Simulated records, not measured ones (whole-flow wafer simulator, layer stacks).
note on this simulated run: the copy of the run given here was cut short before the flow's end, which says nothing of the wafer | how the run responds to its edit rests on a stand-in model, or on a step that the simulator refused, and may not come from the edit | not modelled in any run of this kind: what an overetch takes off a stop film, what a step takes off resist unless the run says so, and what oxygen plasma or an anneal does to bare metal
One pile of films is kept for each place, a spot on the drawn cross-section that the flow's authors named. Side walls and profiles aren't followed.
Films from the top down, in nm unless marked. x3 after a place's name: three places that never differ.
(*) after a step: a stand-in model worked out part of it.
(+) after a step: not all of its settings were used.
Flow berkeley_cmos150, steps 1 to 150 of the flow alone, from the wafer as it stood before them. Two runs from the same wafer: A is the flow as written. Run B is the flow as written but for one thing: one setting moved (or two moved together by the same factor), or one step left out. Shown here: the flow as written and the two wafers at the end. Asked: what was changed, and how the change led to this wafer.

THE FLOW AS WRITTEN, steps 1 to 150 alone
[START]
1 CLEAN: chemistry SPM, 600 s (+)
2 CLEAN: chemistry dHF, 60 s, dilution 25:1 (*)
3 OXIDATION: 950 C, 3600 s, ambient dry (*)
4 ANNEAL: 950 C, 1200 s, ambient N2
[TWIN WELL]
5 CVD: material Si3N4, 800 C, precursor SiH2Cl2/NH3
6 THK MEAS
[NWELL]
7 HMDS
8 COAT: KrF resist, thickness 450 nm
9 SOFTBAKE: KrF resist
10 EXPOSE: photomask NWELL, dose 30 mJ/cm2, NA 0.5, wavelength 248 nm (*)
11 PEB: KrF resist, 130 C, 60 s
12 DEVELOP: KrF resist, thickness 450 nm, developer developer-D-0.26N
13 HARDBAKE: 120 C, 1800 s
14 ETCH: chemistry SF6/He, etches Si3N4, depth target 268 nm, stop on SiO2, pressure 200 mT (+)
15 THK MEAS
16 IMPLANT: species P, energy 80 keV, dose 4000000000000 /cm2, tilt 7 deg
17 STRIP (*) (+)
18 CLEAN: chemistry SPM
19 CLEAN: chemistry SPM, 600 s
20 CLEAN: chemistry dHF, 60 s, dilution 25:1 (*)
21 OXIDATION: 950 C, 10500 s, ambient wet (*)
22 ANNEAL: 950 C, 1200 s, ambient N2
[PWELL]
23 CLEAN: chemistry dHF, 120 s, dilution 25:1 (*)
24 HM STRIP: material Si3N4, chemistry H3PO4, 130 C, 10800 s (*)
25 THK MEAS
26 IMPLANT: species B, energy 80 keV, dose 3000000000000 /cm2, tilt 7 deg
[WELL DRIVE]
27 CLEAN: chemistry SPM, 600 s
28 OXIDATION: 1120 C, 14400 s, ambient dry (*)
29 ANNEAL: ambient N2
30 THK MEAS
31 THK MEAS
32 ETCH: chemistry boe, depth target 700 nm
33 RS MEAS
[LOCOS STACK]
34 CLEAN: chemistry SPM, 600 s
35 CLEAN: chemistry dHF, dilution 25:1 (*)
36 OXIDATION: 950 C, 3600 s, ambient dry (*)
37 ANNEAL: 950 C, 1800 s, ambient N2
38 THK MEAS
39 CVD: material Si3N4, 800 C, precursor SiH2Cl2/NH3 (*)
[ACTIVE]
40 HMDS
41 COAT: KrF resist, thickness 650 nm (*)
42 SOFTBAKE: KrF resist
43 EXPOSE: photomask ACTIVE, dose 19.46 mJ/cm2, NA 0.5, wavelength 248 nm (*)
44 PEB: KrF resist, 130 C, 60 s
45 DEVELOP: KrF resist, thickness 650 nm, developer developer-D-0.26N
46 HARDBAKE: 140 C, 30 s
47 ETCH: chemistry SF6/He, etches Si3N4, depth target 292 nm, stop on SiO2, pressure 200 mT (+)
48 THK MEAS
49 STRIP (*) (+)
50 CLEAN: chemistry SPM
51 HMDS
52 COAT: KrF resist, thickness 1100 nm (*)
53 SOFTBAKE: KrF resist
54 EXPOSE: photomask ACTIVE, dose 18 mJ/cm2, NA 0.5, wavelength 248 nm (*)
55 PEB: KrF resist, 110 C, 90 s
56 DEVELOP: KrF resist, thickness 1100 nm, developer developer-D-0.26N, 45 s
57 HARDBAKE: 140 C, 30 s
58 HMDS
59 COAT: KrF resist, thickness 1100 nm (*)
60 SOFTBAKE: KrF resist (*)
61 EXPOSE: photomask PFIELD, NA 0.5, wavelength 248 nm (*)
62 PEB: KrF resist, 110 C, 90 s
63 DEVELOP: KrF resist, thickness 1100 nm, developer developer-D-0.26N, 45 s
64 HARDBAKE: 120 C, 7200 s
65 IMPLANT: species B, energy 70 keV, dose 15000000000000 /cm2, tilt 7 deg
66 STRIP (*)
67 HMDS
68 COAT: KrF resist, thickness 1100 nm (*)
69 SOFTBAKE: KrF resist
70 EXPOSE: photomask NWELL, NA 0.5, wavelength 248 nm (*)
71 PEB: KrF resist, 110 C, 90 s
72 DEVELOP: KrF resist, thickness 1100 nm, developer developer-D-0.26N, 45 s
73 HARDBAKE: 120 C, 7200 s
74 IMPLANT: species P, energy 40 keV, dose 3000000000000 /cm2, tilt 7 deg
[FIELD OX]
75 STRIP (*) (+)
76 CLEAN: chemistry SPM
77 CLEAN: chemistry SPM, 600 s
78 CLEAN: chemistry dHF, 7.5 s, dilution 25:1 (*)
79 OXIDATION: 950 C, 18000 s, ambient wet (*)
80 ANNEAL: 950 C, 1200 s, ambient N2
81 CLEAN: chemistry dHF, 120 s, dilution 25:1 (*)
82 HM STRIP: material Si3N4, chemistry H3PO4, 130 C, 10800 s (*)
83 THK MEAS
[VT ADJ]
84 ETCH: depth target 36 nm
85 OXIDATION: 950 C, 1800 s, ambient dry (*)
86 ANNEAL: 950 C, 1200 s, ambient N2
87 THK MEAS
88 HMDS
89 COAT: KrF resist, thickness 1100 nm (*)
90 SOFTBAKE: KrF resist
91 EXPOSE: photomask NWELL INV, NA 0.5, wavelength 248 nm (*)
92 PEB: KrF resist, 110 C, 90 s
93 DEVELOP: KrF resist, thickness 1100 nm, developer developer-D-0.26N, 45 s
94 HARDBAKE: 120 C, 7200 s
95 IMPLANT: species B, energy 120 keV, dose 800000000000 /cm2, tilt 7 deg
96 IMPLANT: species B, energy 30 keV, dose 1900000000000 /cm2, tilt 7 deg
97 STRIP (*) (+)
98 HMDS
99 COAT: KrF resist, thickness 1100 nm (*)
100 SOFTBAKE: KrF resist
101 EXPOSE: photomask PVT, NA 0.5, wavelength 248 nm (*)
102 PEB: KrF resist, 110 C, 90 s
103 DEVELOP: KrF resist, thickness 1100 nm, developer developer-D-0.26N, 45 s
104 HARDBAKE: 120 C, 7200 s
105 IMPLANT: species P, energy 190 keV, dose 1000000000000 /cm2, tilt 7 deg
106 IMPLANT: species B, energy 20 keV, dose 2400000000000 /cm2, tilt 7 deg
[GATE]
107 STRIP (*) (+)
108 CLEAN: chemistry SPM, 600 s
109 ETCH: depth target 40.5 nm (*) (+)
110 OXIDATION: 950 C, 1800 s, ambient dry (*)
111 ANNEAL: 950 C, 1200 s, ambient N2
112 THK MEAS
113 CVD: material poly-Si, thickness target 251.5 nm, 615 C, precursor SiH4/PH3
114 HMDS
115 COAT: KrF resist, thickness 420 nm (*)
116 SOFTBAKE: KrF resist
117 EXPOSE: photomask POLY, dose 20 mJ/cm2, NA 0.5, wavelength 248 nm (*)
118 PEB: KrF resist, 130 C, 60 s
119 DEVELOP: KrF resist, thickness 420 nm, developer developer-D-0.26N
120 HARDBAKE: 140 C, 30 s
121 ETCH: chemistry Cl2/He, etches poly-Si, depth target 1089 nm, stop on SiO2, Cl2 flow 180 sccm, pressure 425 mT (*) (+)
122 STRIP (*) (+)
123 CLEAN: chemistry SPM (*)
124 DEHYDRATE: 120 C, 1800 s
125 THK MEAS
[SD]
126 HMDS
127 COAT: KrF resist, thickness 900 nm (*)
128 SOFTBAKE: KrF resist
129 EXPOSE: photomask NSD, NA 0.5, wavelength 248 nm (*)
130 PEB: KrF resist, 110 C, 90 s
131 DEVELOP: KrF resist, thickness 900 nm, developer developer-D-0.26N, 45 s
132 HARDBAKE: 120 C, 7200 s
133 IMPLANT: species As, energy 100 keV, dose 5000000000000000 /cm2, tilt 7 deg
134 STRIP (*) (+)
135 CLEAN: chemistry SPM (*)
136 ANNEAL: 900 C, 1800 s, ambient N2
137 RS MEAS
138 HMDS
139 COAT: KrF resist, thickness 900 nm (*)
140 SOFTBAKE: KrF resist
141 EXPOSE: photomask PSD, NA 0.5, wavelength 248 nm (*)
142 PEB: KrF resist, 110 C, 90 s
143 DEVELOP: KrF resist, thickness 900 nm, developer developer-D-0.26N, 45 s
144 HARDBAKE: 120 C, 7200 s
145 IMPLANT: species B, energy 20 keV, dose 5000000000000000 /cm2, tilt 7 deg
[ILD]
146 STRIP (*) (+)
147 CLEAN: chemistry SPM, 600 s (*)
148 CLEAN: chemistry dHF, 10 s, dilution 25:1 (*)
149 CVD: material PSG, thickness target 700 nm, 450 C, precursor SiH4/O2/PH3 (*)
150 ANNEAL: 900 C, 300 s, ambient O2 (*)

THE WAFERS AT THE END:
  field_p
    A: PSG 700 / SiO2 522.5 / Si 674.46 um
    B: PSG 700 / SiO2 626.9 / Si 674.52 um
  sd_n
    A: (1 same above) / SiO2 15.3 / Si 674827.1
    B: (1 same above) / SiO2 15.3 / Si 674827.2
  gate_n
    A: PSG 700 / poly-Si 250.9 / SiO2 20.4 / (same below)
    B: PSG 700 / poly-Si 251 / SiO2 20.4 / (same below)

The cause: step 32, ETCH: depth target 315 nm was run, where the flow has depth target 700 nm.

How the change led to this, step by step:
  32 ETCH: chemistry boe, depth target 700 nm
      field_p, sd_p, gate_p: A SiO2 -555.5 (all of it) | B SiO2 -315
  34 CLEAN: chemistry SPM, 600 s
      field_p, sd_p, gate_p: A chemical SiO2 +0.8 (new film), Si -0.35 | B nothing
  35 CLEAN: chemistry dHF, dilution 25:1 (*)
      field_p, sd_p, gate_p: A chemical SiO2 -0.8 (all of it) | B nothing
  36 OXIDATION: 950 C, 3600 s, ambient dry (*)
      field_p, sd_p, gate_p: A SiO2 +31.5 (new film), Si -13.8 | B SiO2 +8.67, Si -3.82
  41 COAT: KrF resist, thickness 650 nm (*)
      field: A KrF resist +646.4 (new film) | B KrF resist +673.7 (new film)
      field_p: A KrF resist +715.2 (new film) | B KrF resist +604.4 (new film)
      (and at 3 more places)
  45 DEVELOP: KrF resist, thickness 650 nm, developer developer-D-0.26N
      field: A KrF resist -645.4 (all of it) | B KrF resist -672.6 (all of it)
      field_p: A KrF resist -714.1 (all of it) | B KrF resist -603.5 (all of it)
  46 HARDBAKE: 140 C, 30 s
      sd_n: A KrF resist -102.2 | B KrF resist -106.8
      sd_p: A KrF resist -112.2 | B KrF resist -99.7
      (and at 2 more places)
  49 STRIP (*) (+)
      sd_n: A KrF resist -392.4 (all of it) | B KrF resist -415.7 (all of it)
      gate_n: A KrF resist -400.6 (all of it) | B KrF resist -409.6 (all of it)
      (and at 3 more places)
  52 COAT: KrF resist, thickness 1100 nm (*)
      field: A KrF resist +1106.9 (new film) | B KrF resist +1157.5 (new film)
      field_p: A KrF resist +1219.5 (new film) | B KrF resist +1078.4 (new film)
      (and at 3 more places)
  55 PEB: KrF resist, 110 C, 90 s
      field_p: A KrF resist -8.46 | B KrF resist -7.46
      sd_p: A KrF resist -7.69 | B KrF resist -6.88
      (and at 1 more place)
  56 DEVELOP: KrF resist, thickness 1100 nm, developer developer-D-0.26N, 45 s
      field: A KrF resist -1099.3 (all of it) | B KrF resist -1149.4 (all of it)
      field_p: A KrF resist -1211 (all of it) | B KrF resist -1071 (all of it)
  57 HARDBAKE: 140 C, 30 s
      sd_n: A KrF resist -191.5 | B KrF resist -197.2
      sd_p: A KrF resist -208.8 | B KrF resist -187.2
      (and at 1 more place)
  59 COAT: KrF resist, thickness 1100 nm (*)
      field: A KrF resist +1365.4 (new film) | B KrF resist +1408.3 (new film)
      field_p: A KrF resist +1484.3 (new film) | B KrF resist +1329.1 (new film)
      (and at 2 more places)
  62 PEB: KrF resist, 110 C, 90 s
      field_p: A KrF resist -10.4 | B KrF resist -9.24
  63 DEVELOP: KrF resist, thickness 1100 nm, developer developer-D-0.26N, 45 s
      field: A KrF resist -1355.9 (all of it) | B KrF resist -1398.5 (all of it)
  64 HARDBAKE: 120 C, 7200 s
      field_p: A KrF resist -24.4 | B KrF resist -21.6
      sd_p: A KrF resist -10.3 | B KrF resist -9.57
      (and at 1 more place)
  ... 33 more steps ...
  146 STRIP (*) (+)
      field: A KrF resist -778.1 (all of it) | B KrF resist -810.5 (all of it)
      field_p: A KrF resist -882.7 (all of it) | B KrF resist -788.8 (all of it)
